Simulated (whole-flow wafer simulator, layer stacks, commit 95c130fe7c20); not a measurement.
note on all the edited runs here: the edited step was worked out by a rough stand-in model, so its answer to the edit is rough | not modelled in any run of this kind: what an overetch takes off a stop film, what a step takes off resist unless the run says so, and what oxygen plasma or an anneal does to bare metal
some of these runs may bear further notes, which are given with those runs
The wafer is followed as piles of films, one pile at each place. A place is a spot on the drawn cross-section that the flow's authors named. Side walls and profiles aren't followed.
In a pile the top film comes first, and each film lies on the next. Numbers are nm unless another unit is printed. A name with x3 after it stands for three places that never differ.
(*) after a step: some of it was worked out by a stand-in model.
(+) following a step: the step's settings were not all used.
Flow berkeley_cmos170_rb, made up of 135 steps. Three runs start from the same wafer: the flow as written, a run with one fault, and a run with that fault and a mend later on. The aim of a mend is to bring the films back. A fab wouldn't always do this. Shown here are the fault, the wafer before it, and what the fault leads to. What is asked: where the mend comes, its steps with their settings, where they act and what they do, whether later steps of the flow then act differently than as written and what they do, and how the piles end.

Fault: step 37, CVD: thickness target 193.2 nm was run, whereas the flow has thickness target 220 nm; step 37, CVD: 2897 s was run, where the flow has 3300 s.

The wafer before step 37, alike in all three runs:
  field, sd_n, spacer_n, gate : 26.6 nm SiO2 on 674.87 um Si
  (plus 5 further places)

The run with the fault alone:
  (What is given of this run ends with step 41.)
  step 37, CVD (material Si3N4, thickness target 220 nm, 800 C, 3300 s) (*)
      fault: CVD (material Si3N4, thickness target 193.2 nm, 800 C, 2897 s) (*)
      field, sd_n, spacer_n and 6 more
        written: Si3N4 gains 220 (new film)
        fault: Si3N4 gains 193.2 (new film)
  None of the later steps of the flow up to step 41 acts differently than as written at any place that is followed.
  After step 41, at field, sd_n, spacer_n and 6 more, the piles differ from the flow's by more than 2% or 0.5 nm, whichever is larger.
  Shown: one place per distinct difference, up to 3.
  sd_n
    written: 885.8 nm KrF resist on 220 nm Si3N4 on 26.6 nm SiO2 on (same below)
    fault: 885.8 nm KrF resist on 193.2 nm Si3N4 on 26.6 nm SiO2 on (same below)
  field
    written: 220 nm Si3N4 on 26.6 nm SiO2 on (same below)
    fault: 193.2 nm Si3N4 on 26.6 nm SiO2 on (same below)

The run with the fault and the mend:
  The mend stands after step 41.
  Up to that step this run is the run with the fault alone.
  step 41a, STRIP (*) (+)
      sd_n, spacer_n, gate, sd_p, spacer_p, gate_p, contact, m1
        KrF resist loses 885.8 (all of it)
  step 41b, CLEAN (*)
      leaves every film unchanged at each place that is followed
  step 41c, CVD (material Si3N4, thickness target 26.84 nm, 800 C, 403 s) (*) (the flow's step 37 again, with other settings)
      field, sd_n, spacer_n and 6 more
        Si3N4 gains 26.8
  step 41d, COAT (KrF resist, thickness 900 nm) (the flow's step 38 again)
      field, sd_n, spacer_n and 6 more
        KrF resist gains 900 (new film)
  step 41e, EXPOSE (photomask ACTIVE) (the flow's step 39 again)
      leaves every film unchanged at each place that is followed
  step 41f, PEB (130 C, 60 s) (*) (the flow's step 40 again)
      leaves every film unchanged at each place that is followed
  step 41g, DEVELOP (developer developer-D-0.26N, 45 s) (the flow's step 41 again)
      sd_n, spacer_n, gate, sd_p, spacer_p, gate_p, contact, m1
        KrF resist loses 14.2
      field
        KrF resist loses 900 (all of it)
  None of the later steps of the flow differs from how it acts as written, at any place that is followed, by more than 2% or 0.5 nm, whichever is larger.
  The piles end the same as the flow's at every place that both follow.
